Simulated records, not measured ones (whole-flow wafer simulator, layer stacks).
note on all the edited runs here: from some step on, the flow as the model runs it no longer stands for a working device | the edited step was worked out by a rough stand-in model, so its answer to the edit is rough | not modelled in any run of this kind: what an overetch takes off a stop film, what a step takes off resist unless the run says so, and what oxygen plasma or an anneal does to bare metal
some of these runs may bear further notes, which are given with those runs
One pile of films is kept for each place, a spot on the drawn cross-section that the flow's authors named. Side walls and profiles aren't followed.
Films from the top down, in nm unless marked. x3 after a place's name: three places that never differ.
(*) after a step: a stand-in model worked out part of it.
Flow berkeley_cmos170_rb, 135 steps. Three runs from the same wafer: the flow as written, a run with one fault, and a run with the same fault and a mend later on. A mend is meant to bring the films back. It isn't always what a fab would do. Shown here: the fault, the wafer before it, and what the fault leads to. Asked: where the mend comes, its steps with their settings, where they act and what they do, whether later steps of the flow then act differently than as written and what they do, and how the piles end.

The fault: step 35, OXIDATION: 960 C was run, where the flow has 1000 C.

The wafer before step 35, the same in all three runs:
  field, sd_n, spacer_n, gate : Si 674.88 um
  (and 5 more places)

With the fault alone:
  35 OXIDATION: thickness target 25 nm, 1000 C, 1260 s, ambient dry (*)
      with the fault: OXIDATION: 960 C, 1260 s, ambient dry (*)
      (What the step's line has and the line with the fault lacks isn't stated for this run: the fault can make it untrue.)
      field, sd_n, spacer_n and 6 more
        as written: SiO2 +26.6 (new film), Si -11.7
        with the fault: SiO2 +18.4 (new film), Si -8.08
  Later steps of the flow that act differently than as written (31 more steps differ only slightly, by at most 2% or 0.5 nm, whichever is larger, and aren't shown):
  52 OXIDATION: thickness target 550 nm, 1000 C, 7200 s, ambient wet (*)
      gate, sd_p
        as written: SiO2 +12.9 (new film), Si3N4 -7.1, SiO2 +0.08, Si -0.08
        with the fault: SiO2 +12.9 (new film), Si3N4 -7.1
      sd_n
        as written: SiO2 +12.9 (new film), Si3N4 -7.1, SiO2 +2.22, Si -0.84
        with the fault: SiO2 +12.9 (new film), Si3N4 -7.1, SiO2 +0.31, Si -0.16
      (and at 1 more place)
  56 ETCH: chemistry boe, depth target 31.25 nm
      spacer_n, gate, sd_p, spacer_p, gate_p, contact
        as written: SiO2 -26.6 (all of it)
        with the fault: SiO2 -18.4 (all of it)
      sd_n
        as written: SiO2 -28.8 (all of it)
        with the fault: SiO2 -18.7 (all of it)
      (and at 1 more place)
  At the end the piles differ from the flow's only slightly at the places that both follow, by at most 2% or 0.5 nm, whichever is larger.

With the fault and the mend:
  The mend comes after step 36.
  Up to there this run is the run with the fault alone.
  36a OXIDATION: 1000 C, 516 s, ambient dry (*) (the flow's step 35 once more, with other settings)
      field, sd_n, spacer_n and 6 more
        SiO2 +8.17, Si -3.6
  No later step of the flow acts differently than as written, at any place that is followed, by more than 2% or 0.5 nm, whichever is larger.
  At the end the piles are the same as the flow's at every place that both follow.
